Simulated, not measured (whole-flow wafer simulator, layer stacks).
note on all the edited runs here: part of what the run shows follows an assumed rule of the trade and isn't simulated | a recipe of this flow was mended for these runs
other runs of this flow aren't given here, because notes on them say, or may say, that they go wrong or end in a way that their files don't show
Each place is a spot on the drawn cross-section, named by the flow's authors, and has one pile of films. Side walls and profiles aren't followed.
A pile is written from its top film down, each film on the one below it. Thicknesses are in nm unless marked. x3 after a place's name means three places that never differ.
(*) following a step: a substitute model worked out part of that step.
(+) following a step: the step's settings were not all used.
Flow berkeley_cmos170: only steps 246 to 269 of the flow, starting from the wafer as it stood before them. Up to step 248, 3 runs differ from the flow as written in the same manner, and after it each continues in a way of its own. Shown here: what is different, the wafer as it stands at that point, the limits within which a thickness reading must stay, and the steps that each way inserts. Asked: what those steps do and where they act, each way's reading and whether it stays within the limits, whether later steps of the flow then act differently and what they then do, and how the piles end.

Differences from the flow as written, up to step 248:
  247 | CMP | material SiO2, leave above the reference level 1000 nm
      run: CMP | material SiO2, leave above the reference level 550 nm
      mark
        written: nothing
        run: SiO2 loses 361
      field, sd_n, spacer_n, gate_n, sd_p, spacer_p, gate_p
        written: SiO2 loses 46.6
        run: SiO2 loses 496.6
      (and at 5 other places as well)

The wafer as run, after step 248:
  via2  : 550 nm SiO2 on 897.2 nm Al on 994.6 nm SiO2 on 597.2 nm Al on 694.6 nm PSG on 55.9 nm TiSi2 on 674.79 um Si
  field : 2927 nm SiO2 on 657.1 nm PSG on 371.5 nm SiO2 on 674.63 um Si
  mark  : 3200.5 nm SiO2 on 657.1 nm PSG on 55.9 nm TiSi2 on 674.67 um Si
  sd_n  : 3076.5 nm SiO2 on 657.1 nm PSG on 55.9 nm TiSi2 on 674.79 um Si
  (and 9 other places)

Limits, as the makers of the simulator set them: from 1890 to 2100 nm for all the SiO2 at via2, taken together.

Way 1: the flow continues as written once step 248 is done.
  After step 248, the reading is 1544.6 nm, outside the limits.
  Steps further on in the flow that do not act as written:
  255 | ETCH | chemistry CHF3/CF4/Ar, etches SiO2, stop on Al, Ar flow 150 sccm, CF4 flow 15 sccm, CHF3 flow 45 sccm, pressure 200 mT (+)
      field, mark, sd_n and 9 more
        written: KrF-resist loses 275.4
        way: KrF-resist loses 162.9
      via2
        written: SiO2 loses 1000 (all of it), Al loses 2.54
        way: SiO2 loses 550 (all of it), Al loses 2.54
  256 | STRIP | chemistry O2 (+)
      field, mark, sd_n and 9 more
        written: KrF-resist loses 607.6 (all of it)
        way: KrF-resist loses 720.1 (all of it)
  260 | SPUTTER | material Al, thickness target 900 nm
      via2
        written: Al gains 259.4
        way: Al gains 425.1
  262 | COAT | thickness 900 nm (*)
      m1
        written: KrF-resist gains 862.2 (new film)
        way: KrF-resist gains 883.1 (new film)
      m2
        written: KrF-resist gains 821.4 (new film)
        way: KrF-resist gains 862.5 (new film)
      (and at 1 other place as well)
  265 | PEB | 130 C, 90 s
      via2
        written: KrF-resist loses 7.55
        way: KrF-resist loses 4.81
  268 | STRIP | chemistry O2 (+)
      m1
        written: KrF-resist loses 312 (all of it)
        way: KrF-resist loses 332.9 (all of it)
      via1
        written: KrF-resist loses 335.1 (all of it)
        way: KrF-resist loses 343.2 (all of it)
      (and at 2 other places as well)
  The piles end different from the flow's at field, mark, sd_n and 10 more by more than 2% or 0.5 nm, whichever is larger.
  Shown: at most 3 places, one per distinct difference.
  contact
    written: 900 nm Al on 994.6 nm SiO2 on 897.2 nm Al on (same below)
    way: 900 nm Al on 544.6 nm SiO2 on 897.2 nm Al on (same below)
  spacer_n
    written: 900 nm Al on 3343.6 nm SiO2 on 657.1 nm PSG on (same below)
    way: 900 nm Al on 2893.6 nm SiO2 on 657.1 nm PSG on (same below)
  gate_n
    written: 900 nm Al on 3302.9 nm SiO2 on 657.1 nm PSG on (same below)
    way: 900 nm Al on 2852.9 nm SiO2 on 657.1 nm PSG on (same below)

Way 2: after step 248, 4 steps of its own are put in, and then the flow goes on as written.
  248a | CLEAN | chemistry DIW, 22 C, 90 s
      alters no film at any place that is followed
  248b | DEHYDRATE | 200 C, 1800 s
      alters no film at any place that is followed
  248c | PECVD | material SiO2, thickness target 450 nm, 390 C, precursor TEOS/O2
      field, mark, sd_n and 10 more
        SiO2 gains 450
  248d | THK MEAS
      alters no film at any place that is followed
  After step 248d, the reading is 1994.6 nm, within the limits.
  Later steps of the flow that are run all act as written at every place that is followed.
  The piles end different from the flow's at mark by more than 2% or 0.5 nm, whichever is larger.
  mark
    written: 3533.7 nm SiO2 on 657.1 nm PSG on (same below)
    way: 3622.6 nm SiO2 on 657.1 nm PSG on (same below)

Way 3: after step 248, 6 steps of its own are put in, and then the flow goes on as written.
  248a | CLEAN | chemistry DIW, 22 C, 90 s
      alters no film at any place that is followed
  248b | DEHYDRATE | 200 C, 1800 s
      alters no film at any place that is followed
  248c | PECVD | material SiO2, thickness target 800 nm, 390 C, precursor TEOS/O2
      field, mark, sd_n and 10 more
        SiO2 gains 800
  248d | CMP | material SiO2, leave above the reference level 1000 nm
      field, mark, sd_n and 10 more
        SiO2 loses 350
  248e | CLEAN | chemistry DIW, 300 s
      alters no film at any place that is followed
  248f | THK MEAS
      alters no film at any place that is followed
  After step 248f, the reading is 1994.6 nm, within the limits.
  Later steps of the flow that are run all act as written at every place that is followed.
  The piles end different from the flow's at mark by more than 2% or 0.5 nm, whichever is larger.
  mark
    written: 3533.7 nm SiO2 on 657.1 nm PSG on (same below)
    way: 3622.6 nm SiO2 on 657.1 nm PSG on (same below)

Keeping within the limits: way 2, way 3. Outside them: way 1.
